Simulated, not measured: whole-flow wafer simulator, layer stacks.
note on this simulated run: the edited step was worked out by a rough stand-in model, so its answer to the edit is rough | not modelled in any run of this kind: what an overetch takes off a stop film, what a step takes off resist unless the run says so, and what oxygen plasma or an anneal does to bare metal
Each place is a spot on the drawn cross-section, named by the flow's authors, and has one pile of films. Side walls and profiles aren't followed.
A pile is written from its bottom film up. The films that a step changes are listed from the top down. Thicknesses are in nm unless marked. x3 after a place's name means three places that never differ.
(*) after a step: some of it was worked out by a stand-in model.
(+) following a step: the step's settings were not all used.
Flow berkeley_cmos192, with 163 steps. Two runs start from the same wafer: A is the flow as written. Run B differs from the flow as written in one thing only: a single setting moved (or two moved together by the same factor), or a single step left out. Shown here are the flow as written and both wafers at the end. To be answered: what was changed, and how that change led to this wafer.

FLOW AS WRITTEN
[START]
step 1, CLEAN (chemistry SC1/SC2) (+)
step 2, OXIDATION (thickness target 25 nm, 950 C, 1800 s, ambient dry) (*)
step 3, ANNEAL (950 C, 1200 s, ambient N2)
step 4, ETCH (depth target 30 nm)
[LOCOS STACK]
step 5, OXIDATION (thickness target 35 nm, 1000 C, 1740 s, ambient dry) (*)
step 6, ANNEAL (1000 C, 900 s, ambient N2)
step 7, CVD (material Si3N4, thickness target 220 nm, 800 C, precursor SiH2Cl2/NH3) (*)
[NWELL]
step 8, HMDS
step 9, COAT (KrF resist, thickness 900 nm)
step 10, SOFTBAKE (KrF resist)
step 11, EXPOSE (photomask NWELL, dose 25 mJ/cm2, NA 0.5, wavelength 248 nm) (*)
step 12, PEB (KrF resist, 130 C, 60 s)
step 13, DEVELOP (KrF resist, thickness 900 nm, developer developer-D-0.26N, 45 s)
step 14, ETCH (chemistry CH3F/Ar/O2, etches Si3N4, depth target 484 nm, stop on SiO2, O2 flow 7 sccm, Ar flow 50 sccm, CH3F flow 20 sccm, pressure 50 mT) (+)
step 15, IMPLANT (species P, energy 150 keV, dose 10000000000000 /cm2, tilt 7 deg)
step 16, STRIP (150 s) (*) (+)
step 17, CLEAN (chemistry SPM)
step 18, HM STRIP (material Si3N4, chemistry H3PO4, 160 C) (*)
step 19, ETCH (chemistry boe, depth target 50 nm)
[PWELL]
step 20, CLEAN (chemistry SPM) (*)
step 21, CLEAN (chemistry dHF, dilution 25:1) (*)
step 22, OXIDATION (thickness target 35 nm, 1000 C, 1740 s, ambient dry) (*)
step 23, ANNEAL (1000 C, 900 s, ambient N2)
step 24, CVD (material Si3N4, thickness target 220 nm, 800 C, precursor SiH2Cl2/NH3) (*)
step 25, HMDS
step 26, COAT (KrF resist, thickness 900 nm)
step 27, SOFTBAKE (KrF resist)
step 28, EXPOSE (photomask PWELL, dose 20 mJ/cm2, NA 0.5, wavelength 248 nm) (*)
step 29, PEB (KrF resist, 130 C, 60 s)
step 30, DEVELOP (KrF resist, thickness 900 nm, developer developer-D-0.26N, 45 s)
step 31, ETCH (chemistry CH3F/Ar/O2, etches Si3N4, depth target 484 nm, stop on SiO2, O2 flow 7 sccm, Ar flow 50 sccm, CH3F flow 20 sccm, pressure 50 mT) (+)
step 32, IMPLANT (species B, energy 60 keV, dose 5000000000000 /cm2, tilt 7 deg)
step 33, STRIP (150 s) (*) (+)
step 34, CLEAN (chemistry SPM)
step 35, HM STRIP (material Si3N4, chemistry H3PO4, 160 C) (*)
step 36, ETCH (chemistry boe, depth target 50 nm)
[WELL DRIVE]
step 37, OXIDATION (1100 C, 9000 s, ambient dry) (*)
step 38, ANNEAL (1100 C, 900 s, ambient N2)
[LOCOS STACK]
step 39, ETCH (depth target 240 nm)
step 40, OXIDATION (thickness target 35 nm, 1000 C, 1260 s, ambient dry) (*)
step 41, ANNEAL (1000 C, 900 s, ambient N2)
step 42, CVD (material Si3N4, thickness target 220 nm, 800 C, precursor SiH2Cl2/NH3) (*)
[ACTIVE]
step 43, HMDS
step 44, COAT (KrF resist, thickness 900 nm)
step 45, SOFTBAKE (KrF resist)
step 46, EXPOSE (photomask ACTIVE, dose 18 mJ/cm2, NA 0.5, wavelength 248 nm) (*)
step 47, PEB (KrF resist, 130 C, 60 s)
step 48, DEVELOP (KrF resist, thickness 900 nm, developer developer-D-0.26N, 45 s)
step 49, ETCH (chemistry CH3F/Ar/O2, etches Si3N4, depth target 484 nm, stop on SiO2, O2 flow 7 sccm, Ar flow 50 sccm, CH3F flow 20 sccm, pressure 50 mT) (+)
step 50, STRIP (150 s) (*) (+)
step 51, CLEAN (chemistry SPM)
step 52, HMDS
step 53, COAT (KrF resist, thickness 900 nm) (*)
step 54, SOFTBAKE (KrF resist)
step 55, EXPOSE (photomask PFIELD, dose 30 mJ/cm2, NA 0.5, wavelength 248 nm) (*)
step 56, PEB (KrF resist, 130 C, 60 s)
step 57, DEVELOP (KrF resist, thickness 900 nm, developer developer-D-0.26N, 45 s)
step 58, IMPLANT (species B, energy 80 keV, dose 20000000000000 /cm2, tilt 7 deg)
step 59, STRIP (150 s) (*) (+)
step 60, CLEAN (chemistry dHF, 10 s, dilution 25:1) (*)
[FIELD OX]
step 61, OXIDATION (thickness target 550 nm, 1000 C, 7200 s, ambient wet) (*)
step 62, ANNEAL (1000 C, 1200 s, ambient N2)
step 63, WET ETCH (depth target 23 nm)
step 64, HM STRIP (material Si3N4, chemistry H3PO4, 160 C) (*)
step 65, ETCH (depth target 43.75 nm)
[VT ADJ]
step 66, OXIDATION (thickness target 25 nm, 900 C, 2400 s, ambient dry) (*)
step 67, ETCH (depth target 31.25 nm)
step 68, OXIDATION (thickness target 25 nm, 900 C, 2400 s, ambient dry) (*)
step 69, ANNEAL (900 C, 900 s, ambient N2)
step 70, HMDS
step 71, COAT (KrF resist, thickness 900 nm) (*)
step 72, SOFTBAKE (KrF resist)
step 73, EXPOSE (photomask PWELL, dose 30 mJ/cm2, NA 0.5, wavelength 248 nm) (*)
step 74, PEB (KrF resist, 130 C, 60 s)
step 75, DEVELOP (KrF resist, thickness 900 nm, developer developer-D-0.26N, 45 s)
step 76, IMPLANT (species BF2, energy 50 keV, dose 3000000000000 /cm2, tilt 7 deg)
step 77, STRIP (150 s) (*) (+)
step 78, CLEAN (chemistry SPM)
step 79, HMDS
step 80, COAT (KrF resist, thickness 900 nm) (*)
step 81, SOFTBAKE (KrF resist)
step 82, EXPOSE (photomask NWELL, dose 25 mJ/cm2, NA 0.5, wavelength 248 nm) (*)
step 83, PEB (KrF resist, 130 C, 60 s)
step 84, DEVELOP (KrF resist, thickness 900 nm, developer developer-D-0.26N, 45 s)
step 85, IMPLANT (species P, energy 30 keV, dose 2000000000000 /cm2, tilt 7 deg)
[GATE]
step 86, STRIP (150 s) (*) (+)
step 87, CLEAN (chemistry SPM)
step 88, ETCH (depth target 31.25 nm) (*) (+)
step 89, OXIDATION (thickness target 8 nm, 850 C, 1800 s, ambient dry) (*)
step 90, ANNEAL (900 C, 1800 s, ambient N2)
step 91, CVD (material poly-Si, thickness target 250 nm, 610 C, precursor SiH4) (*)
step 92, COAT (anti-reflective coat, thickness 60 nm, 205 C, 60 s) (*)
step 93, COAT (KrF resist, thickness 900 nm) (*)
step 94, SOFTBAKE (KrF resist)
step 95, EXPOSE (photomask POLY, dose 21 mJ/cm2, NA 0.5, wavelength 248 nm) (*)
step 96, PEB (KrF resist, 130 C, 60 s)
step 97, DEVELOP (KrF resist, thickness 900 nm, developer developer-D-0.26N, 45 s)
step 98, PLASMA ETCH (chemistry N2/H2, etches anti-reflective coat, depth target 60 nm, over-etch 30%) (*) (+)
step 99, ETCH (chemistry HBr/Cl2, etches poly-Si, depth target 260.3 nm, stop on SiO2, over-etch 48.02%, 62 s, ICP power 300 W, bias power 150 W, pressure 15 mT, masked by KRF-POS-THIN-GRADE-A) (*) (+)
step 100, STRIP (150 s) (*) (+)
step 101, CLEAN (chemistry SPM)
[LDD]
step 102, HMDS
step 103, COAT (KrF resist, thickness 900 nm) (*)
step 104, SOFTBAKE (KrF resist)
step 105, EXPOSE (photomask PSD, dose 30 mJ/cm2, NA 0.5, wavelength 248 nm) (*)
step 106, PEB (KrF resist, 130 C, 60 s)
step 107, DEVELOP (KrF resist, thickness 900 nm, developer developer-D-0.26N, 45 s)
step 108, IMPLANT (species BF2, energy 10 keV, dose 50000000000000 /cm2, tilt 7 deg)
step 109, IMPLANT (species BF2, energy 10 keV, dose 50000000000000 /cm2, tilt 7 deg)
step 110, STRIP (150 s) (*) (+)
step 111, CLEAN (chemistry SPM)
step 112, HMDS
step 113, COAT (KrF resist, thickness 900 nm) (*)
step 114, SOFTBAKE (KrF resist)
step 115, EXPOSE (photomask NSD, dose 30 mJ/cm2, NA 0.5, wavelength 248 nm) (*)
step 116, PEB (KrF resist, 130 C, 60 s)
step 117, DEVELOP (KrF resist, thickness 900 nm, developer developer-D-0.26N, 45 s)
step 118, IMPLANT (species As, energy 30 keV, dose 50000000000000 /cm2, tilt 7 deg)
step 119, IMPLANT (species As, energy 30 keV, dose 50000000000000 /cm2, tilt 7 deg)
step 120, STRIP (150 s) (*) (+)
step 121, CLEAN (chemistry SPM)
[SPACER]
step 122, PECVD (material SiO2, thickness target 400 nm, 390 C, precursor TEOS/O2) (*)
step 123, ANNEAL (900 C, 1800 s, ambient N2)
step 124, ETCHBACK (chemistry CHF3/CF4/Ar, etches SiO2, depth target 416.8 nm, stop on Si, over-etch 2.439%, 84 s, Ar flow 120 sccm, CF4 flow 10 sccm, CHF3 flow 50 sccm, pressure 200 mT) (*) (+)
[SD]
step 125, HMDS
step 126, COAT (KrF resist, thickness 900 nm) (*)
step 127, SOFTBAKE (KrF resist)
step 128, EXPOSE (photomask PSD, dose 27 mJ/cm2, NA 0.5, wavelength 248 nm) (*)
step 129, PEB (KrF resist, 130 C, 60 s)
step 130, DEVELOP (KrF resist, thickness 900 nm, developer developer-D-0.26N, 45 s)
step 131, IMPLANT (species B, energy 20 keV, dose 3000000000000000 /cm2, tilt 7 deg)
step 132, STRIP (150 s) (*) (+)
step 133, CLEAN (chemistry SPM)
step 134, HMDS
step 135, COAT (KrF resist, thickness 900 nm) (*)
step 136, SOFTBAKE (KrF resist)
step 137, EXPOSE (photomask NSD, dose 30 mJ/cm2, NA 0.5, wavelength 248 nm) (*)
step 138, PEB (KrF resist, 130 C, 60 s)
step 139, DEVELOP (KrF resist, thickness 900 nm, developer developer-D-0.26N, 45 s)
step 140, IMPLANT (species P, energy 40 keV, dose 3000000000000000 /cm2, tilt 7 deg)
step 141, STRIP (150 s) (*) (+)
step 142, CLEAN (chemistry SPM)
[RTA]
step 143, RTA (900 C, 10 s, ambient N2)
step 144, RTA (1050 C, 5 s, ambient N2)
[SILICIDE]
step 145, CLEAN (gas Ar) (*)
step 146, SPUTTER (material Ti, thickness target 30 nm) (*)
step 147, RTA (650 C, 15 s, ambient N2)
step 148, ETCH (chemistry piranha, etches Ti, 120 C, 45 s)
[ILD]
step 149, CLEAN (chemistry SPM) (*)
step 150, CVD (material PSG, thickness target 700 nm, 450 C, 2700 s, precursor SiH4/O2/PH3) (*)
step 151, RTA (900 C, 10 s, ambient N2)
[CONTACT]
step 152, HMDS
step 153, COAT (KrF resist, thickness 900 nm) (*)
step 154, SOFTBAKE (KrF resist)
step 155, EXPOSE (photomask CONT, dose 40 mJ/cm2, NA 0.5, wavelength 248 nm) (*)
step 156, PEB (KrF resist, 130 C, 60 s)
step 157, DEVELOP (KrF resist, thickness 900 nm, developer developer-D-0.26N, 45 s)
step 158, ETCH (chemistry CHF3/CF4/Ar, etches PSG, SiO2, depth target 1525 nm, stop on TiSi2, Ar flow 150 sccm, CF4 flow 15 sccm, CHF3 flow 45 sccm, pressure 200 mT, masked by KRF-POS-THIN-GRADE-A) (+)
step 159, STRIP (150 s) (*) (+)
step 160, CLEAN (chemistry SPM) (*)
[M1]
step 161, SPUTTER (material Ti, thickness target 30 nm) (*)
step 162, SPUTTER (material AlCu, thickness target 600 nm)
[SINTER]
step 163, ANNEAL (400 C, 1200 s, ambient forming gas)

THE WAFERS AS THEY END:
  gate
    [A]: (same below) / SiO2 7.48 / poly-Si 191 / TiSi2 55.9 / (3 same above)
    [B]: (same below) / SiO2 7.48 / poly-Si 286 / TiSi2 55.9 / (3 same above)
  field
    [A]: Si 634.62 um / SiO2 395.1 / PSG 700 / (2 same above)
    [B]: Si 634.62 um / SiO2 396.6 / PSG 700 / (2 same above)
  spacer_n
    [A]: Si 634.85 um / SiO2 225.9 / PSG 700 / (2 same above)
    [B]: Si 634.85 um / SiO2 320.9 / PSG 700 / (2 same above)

What caused this: step 91, CVD: thickness target 345 nm was run, though the flow has thickness target 250 nm.

How this came from the change, step by step:
  step 91, CVD (material poly-Si, thickness target 250 nm, 610 C, precursor SiH4) (*)
      field, sd_n, spacer_n and 6 more: A poly-Si gains 250 (new film) | B poly-Si gains 345 (new film)
  step 92, COAT (anti-reflective coat, thickness 60 nm, 205 C, 60 s) (*)
      field: A anti-reflective coat gains 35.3 (new film) | B anti-reflective coat gains 36.6 (new film)
      sd_n: A anti-reflective coat gains 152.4 (new film) | B anti-reflective coat gains 156.5 (new film)
      (also at 1 further place)
  step 98, PLASMA ETCH (chemistry N2/H2, etches anti-reflective coat, depth target 60 nm, over-etch 30%) (*) (+)
      field: A anti-reflective coat loses 35.3 (all of it), poly-Si loses 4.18 | B anti-reflective coat loses 36.6 (all of it), poly-Si loses 4.28
      sd_n: A anti-reflective coat loses 152.4 (all of it), poly-Si loses 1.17 | B anti-reflective coat loses 156.5 (all of it), poly-Si loses 1.2
      (also at 1 further place)
  step 99, ETCH (chemistry HBr/Cl2, etches poly-Si, depth target 260.3 nm, stop on SiO2, over-etch 48.02%, 62 s, ICP power 300 W, bias power 150 W, pressure 15 mT, masked by KRF-POS-THIN-GRADE-A) (*) (+)
      field, spacer_n: A poly-Si loses 245.8 (all of it), SiO2 loses 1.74 | B poly-Si loses 340.7 (all of it), SiO2 loses 0.22
      sd_n: A poly-Si loses 248.8 (all of it), SiO2 loses 1.51 | B poly-Si loses 343.8 (all of it), SiO2 loses 0.21
      (also at 4 further places)
  step 103, COAT (KrF resist, thickness 900 nm) (*)
      gate: A KrF resist gains 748 (new film) | B KrF resist gains 668.3 (new film)
      gate_p: A KrF resist gains 744.1 (new film) | B KrF resist gains 664.4 (new film)
  step 107, DEVELOP (KrF resist, thickness 900 nm, developer developer-D-0.26N, 45 s)
      gate_p: A KrF resist loses 742.9 (all of it) | B KrF resist loses 663.4 (all of it)
  step 110, STRIP (150 s) (*) (+)
      gate: A KrF resist loses 732.7 (all of it), chemical SiO2 gains 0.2, poly-Si loses 0.09 | B KrF resist loses 653.1 (all of it), chemical SiO2 gains 0.2, poly-Si loses 0.09
  step 113, COAT (KrF resist, thickness 900 nm) (*)
      gate: A KrF resist gains 747.9 (new film) | B KrF resist gains 668.2 (new film)
      gate_p: A KrF resist gains 743.9 (new film) | B KrF resist gains 664.3 (new film)
  step 117, DEVELOP (KrF resist, thickness 900 nm, developer developer-D-0.26N, 45 s)
      gate: A KrF resist loses 746.8 (all of it) | B KrF resist loses 667.2 (all of it)
  step 120, STRIP (150 s) (*) (+)
      gate_p: A KrF resist loses 728.6 (all of it), chemical SiO2 gains 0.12, poly-Si loses 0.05 | B KrF resist loses 649.1 (all of it), chemical SiO2 gains 0.12, poly-Si loses 0.05
  step 124, ETCHBACK (chemistry CHF3/CF4/Ar, etches SiO2, depth target 416.8 nm, stop on Si, over-etch 2.439%, 84 s, Ar flow 120 sccm, CF4 flow 10 sccm, CHF3 flow 50 sccm, pressure 200 mT) (*) (+)
      spacer_n: A SiO2 loses 160 | B SiO2 loses 65.3
      spacer_p: A SiO2 loses 159.9 | B SiO2 loses 65.2
  step 126, COAT (KrF resist, thickness 900 nm) (*)
      spacer_n: A KrF resist gains 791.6 (new film) | B KrF resist gains 722.3 (new film)
      gate: A KrF resist gains 771.5 (new film) | B KrF resist gains 703.8 (new film)
      (also at 2 further places)
  step 130, DEVELOP (KrF resist, thickness 900 nm, developer developer-D-0.26N, 45 s)
      spacer_p: A KrF resist loses 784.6 (all of it) | B KrF resist loses 715.6 (all of it)
      gate_p: A KrF resist loses 764.3 (all of it) | B KrF resist loses 697 (all of it)
  step 132, STRIP (150 s) (*) (+)
      spacer_n: A KrF resist loses 776.1 (all of it) | B KrF resist loses 707 (all of it)
      gate: A chemical SiO2 gains 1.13 (new film), KrF resist loses 756.1 (all of it), poly-Si loses 0.5 | B chemical SiO2 gains 1.13 (new film), KrF resist loses 688.6 (all of it), poly-Si loses 0.5
  step 135, COAT (KrF resist, thickness 900 nm) (*)
      spacer_n: A KrF resist gains 791.1 (new film) | B KrF resist gains 722.5 (new film)
      gate: A KrF resist gains 770.3 (new film) | B KrF resist gains 703.4 (new film)
      (also at 2 further places)
  step 139, DEVELOP (KrF resist, thickness 900 nm, developer developer-D-0.26N, 45 s)
      spacer_n: A KrF resist loses 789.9 (all of it) | B KrF resist loses 721.4 (all of it)
      gate: A KrF resist loses 769.1 (all of it) | B KrF resist loses 702.3 (all of it)
  ... 2 other steps ...
  step 159, STRIP (150 s) (*) (+)
      spacer_n: A KrF resist loses 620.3 (all of it) | B KrF resist loses 569.8 (all of it)
      gate: A KrF resist loses 600.1 (all of it) | B KrF resist loses 556 (all of it)
      (also at 3 further places)
